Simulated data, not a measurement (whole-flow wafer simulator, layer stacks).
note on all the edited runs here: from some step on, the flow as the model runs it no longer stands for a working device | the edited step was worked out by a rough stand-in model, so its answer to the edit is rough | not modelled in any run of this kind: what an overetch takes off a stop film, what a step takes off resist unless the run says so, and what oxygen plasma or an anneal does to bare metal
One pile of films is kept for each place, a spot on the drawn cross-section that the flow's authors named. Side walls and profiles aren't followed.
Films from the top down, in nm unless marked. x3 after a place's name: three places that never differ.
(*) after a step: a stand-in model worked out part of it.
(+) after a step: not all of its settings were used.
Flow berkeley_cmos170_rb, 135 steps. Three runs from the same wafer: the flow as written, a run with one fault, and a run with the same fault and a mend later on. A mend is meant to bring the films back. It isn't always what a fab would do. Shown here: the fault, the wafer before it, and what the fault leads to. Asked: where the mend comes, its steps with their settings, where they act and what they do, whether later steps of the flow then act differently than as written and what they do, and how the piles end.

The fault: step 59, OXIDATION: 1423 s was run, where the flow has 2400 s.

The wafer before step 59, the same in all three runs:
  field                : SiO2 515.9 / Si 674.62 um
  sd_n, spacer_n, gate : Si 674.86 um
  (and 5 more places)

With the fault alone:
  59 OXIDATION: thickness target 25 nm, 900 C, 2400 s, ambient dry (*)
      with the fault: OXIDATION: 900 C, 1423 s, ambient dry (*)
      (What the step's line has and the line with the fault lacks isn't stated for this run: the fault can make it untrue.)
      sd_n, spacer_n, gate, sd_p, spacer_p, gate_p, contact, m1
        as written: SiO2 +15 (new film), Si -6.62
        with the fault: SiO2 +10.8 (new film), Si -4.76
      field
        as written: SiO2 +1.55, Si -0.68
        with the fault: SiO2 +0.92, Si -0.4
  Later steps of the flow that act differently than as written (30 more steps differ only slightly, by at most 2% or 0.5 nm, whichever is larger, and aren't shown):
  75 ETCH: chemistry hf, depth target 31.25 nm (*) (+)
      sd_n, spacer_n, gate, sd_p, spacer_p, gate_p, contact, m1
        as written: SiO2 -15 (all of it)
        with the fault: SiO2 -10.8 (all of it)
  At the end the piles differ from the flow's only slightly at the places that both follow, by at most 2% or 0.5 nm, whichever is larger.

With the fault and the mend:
  The mend comes after step 64.
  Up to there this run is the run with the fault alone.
  64a STRIP (*) (+)
      sd_p
        KrF resist -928 (all of it)
      spacer_p
        KrF resist -911.2 (all of it)
      gate_p
        KrF resist -910.3 (all of it)
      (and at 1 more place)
  64b CLEAN (*) (the flow's step 51 once more)
      changes no film at any place that is followed
  64c OXIDATION: 900 C, 958 s, ambient dry (*) (the flow's step 59 once more, with other settings)
      sd_n, spacer_n, gate, sd_p, spacer_p, gate_p, contact, m1
        SiO2 +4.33, Si -1.9
      field
        SiO2 +0.62, Si -0.27
  64d COAT: KrF resist, thickness 900 nm (*) (the flow's step 61 once more)
      field
        KrF resist +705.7 (new film)
      sd_n
        KrF resist +957.4 (new film)
      spacer_n
        KrF resist +924.9 (new film)
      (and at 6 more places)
  64e EXPOSE: photomask PWELL (the flow's step 62 once more)
      changes no film at any place that is followed
  64f PEB: 130 C, 60 s (*) (the flow's step 63 once more)
      changes no film at any place that is followed
  64g DEVELOP: developer developer-D-0.26N, 45 s (the flow's step 64 once more)
      sd_p, spacer_p, gate_p, m1
        KrF resist -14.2
      field
        KrF resist -705.7 (all of it)
      sd_n
        KrF resist -957.4 (all of it)
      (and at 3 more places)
  No later step of the flow acts differently than as written, at any place that is followed, by more than 2% or 0.5 nm, whichever is larger.
  At the end the piles differ from the flow's only slightly at the places that both follow, by at most 2% or 0.5 nm, whichever is larger.
